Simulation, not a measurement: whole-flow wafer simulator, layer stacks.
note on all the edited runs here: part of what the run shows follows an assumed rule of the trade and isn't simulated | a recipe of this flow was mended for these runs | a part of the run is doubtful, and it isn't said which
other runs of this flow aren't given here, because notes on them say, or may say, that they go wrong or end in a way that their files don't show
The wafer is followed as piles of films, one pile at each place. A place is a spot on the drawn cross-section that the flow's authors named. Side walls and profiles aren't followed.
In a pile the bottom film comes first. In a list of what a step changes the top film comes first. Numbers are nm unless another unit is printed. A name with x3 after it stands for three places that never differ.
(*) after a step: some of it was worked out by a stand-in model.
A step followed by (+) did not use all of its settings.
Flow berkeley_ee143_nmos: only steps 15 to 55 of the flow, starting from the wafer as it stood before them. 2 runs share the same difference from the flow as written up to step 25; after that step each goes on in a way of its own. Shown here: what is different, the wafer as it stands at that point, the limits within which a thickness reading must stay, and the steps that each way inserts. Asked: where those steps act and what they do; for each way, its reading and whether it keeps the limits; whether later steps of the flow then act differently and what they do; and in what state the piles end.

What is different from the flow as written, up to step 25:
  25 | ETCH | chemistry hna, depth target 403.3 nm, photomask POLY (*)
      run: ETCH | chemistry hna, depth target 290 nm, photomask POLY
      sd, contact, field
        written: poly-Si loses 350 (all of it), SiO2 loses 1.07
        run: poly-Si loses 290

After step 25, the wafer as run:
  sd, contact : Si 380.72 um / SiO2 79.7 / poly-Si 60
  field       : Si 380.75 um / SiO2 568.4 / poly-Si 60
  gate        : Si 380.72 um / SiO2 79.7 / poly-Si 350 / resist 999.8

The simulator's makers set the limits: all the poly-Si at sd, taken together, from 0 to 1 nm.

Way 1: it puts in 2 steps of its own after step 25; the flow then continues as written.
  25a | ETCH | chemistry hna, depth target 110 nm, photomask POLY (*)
      sd, contact, field
        poly-Si loses 60 (all of it), SiO2 loses 1
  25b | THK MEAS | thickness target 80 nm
      leaves every film unchanged at each place that is followed
  The reading taken after step 25b is 0 nm, which is within the limits.
  Every later step of the flow that is run acts as written, at every place that is followed, to within 2% or 0.5 nm, whichever is larger.
  At every place that both follow, the piles at the end match the flow's.

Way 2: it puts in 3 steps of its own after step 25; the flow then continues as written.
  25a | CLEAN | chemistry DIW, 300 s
      leaves every film unchanged at each place that is followed
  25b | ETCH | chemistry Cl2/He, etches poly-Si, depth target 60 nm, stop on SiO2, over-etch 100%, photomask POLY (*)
      sd, contact, field
        poly-Si loses 60 (all of it), SiO2 loses 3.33
      gate
        resist loses 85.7
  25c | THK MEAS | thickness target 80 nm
      leaves every film unchanged at each place that is followed
  The reading taken after step 25c is 0 nm, which is within the limits.
  Later steps of the flow acting differently than as written (not shown: 10 more steps that differ only slightly, by at most 2% or 0.5 nm, whichever is larger):
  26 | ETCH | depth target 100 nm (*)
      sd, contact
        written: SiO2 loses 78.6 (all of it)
        way: SiO2 loses 76.4 (all of it)
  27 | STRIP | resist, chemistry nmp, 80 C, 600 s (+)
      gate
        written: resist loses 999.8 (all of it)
        way: resist loses 914.1 (all of it)
  When the end is reached, the piles differ only a little from the flow's at the places that both follow, at most by 2% or 0.5 nm, whichever is larger.

Ways within the limits: way 1, way 2.
